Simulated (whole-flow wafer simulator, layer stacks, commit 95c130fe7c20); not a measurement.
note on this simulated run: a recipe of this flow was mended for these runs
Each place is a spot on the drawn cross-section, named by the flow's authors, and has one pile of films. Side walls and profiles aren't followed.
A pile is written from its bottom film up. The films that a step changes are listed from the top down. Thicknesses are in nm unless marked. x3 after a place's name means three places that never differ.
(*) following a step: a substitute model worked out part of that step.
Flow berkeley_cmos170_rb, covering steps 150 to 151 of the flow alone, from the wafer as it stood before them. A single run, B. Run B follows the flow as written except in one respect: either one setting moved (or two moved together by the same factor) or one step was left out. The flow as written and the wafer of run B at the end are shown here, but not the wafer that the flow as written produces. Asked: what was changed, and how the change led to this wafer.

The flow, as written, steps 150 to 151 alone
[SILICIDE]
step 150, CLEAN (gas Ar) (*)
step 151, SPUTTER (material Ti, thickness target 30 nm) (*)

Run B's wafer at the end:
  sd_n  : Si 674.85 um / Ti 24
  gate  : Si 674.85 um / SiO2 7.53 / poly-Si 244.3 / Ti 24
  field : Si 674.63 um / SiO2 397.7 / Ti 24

The reason: step 151, SPUTTER: thickness target 24 nm was run, whereas the flow has thickness target 30 nm.
One can read it off the wafer: sd_n has Ti 24, and step 151 as written asks for 30 nm.

The path from the change to this, step by step:
  step 151, SPUTTER (material Ti, thickness target 30 nm) (*)
      field, sd_n, spacer_n, gate, spacer_p, gate_p, contact, m1: +24 Ti (new film) (as written it would have been: +30 Ti (new film))
      sd_p: +22.3 Ti (new film) (as written it would have been: +27.9 Ti (new film))
